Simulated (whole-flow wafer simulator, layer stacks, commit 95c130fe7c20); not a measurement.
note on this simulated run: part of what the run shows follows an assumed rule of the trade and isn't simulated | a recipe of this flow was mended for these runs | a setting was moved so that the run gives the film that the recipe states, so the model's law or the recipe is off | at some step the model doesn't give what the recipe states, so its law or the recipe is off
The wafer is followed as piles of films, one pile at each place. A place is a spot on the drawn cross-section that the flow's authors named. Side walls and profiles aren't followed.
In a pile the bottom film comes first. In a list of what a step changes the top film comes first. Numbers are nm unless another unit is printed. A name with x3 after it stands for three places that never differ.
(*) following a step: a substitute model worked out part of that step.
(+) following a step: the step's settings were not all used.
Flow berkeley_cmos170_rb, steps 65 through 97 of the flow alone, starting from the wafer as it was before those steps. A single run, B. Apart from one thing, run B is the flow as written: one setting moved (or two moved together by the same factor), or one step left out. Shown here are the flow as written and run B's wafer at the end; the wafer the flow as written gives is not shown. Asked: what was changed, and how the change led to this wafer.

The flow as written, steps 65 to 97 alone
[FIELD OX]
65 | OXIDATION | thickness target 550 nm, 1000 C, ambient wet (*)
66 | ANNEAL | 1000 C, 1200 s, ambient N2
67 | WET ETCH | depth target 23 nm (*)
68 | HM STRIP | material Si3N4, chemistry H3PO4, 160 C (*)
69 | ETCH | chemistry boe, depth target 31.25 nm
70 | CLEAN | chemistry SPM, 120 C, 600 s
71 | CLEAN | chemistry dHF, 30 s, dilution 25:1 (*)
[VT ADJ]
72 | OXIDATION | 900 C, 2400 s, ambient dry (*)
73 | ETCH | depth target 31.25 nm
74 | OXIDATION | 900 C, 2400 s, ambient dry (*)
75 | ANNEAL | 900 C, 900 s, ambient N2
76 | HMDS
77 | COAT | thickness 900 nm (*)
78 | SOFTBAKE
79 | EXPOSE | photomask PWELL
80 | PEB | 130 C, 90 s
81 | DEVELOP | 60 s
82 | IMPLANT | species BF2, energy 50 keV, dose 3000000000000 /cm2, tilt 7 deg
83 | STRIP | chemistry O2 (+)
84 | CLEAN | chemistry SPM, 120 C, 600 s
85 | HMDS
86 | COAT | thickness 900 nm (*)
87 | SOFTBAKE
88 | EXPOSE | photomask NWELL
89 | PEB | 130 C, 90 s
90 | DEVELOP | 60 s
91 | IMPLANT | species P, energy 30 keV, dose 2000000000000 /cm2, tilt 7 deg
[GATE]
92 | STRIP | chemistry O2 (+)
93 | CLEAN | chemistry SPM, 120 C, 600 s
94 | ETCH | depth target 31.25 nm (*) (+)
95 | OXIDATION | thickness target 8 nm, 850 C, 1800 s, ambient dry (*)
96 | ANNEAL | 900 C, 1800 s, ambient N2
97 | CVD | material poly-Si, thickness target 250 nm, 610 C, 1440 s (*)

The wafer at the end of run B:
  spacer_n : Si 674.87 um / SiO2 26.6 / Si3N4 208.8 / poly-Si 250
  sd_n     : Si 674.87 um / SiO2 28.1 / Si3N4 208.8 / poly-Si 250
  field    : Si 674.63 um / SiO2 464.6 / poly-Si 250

What caused this: step 67, WET ETCH: depth target 23 nm (*), was skipped.

Step by step, how the change led to this:
  68 | HM STRIP | material Si3N4, chemistry H3PO4, 160 C (*)
      sd_n, spacer_n, gate, sd_p, spacer_p, gate_p, contact, m1: nothing (it would be, as written: Si3N4 loses 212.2 (all of it), SiO2 loses 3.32)
      field: nothing (it would be, as written: SiO2 loses 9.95)
  69 | ETCH | chemistry boe, depth target 31.25 nm
      spacer_n, spacer_p, gate_p, contact, m1: SiO2 loses 12.1 (all of it), Si3N4 loses 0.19 (it would be, as written: SiO2 loses 23.2 (all of it))
      gate, sd_p: SiO2 loses 12.1 (all of it), Si3N4 loses 0.19 (it would be, as written: SiO2 loses 23.3 (all of it))
      (as well as at 1 more place)
  70 | CLEAN | chemistry SPM, 120 C, 600 s
      sd_n, spacer_n, gate, sd_p, spacer_p, gate_p, contact, m1: nothing (it would be, as written: chemical SiO2 gains 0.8 (new film), Si loses 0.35)
  71 | CLEAN | chemistry dHF, 30 s, dilution 25:1 (*)
      sd_n, spacer_n, gate, sd_p, spacer_p, gate_p, contact, m1: Si3N4 loses 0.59 (it would be, as written: chemical SiO2 loses 0.8 (all of it))
  72 | OXIDATION | 900 C, 2400 s, ambient dry (*)
      sd_n, spacer_n, gate, sd_p, spacer_p, gate_p, contact, m1: nothing (it would be, as written: SiO2 gains 15 (new film), Si loses 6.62)
  73 | ETCH | depth target 31.25 nm
      sd_n, spacer_n, gate, sd_p, spacer_p, gate_p, contact, m1: Si3N4 loses 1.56 (it would be, as written: SiO2 loses 15 (all of it))
  74 | OXIDATION | 900 C, 2400 s, ambient dry (*)
      sd_n, spacer_n, gate, sd_p, spacer_p, gate_p, contact, m1: nothing (it would be, as written: SiO2 gains 15 (new film), Si loses 6.62)
  77 | COAT | thickness 900 nm (*)
      field: KrF-resist gains 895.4 (new film) (it would be, as written: KrF-resist gains 841.8 (new film))
      sd_n: KrF-resist gains 908.2 (new film) (it would be, as written: KrF-resist gains 1014.8 (new film))
      (as well as at 7 more places)
  81 | DEVELOP | 60 s
      spacer_n, gate: KrF-resist loses 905 (all of it) (it would be, as written: KrF-resist loses 976.9 (all of it))
      field: KrF-resist loses 893.4 (all of it) (it would be, as written: KrF-resist loses 839.9 (all of it))
      (as well as at 3 more places)
  83 | STRIP | chemistry O2 (+)
      sd_p: KrF-resist loses 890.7 (all of it) (it would be, as written: KrF-resist loses 977.3 (all of it))
      spacer_p: KrF-resist loses 889.4 (all of it) (it would be, as written: KrF-resist loses 958.6 (all of it))
      (as well as at 1 more place)
  86 | COAT | thickness 900 nm (*)
      field: KrF-resist gains 895.4 (new film) (it would be, as written: KrF-resist gains 841.8 (new film))
      sd_n: KrF-resist gains 908.2 (new film) (it would be, as written: KrF-resist gains 1014.8 (new film))
      (as well as at 7 more places)
  90 | DEVELOP | 60 s
      sd_p: KrF-resist loses 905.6 (all of it) (it would be, as written: KrF-resist loses 992.2 (all of it))
      spacer_p: KrF-resist loses 904.3 (all of it) (it would be, as written: KrF-resist loses 973.6 (all of it))
      (as well as at 1 more place)
  92 | STRIP | chemistry O2 (+)
      field: KrF-resist loses 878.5 (all of it) (it would be, as written: KrF-resist loses 825 (all of it))
      sd_n: KrF-resist loses 891.3 (all of it) (it would be, as written: KrF-resist loses 997.5 (all of it))
      (as well as at 4 more places)
  94 | ETCH | depth target 31.25 nm (*) (+)
      sd_n, spacer_n, gate, sd_p, spacer_p, gate_p, contact, m1: Si3N4 loses 1.56 (it would be, as written: SiO2 loses 15 (all of it))
  95 | OXIDATION | thickness target 8 nm, 850 C, 1800 s, ambient dry (*)
      sd_n, spacer_n, gate, sd_p, spacer_p, gate_p, contact, m1: nothing (it would be, as written: SiO2 gains 7.53 (new film), Si loses 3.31)
